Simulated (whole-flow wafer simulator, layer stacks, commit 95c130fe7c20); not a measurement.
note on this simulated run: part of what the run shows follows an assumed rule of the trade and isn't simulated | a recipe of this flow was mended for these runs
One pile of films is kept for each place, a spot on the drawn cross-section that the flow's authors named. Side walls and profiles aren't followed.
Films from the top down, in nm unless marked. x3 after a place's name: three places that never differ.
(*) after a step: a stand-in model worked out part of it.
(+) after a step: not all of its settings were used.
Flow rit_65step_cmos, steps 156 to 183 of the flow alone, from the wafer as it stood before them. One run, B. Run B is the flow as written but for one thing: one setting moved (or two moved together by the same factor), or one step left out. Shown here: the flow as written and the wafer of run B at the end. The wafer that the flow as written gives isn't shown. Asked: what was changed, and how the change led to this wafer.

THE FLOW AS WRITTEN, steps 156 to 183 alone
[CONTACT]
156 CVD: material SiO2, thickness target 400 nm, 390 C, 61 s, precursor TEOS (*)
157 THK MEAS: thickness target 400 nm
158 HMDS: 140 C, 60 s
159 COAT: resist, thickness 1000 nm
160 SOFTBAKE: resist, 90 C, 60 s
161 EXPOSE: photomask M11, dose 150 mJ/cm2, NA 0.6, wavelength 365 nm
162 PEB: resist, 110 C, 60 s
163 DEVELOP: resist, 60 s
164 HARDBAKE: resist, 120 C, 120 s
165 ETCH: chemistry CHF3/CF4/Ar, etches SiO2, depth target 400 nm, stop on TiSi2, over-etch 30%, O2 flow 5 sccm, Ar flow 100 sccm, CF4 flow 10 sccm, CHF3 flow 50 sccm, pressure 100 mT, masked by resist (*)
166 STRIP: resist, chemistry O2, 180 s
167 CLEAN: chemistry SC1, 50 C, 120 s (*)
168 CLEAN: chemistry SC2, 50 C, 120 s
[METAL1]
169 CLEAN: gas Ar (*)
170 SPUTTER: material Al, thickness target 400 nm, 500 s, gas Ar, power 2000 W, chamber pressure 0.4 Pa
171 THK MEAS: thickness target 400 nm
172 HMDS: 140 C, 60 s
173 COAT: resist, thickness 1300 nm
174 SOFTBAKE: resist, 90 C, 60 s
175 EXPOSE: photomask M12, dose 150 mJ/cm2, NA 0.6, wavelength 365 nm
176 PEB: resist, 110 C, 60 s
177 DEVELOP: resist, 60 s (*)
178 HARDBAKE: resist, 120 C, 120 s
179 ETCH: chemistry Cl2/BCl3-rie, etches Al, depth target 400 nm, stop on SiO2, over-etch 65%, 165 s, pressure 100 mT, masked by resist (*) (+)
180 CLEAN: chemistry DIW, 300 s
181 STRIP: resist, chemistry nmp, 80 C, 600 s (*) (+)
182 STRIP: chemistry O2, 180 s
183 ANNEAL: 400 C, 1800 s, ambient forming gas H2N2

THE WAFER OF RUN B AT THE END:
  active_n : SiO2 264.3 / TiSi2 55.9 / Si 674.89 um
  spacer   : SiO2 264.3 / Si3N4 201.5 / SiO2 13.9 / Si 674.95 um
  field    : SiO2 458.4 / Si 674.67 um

The cause: step 156, CVD: thickness target 304 nm was run, where the flow has thickness target 400 nm; step 156, CVD: 46 s was run, where the flow has 61 s.

How the change led to this, step by step:
  156 CVD: material SiO2, thickness target 400 nm, 390 C, 61 s, precursor TEOS (*)
      active_n, active_p, gate_n and 7 more: SiO2 +304 (new film) (as written it would be: SiO2 +400 (new film))
      field, field_pw, field_nw, field_p: SiO2 +304 (as written it would be: SiO2 +400)
  165 ETCH: chemistry CHF3/CF4/Ar, etches SiO2, depth target 400 nm, stop on TiSi2, over-etch 30%, O2 flow 5 sccm, Ar flow 100 sccm, CF4 flow 10 sccm, CHF3 flow 50 sccm, pressure 100 mT, masked by resist (*)
      field, field_pw, field_nw and 10 more: resist -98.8 (as written it would be: resist -130)
      contact: SiO2 -304 (all of it), TiSi2 -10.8 (as written it would be: SiO2 -400 (all of it), TiSi2 -6)
  166 STRIP: resist, chemistry O2, 180 s
      active_n, active_p: resist -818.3 (all of it) (as written it would be: resist -787.7 (all of it))
      field: resist -877.7 (all of it) (as written it would be: resist -847 (all of it))
      (and at 10 more places)
  170 SPUTTER: material Al, thickness target 400 nm, 500 s, gas Ar, power 2000 W, chamber pressure 0.4 Pa
      contact: Al +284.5 (new film) (as written it would be: Al +255.4 (new film))
  173 COAT: resist, thickness 1300 nm
      contact: resist +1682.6 (new film) (as written it would be: resist +1785.1 (new film))
  176 PEB: resist, 110 C, 60 s
      contact: resist -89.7 (as written it would be: resist -95.5)
  178 HARDBAKE: resist, 120 C, 120 s
      contact: resist -58.1 (as written it would be: resist -62.1)
  181 STRIP: resist, chemistry nmp, 80 C, 600 s (*) (+)
      contact: resist -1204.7 (all of it) (as written it would be: resist -1297.5 (all of it))
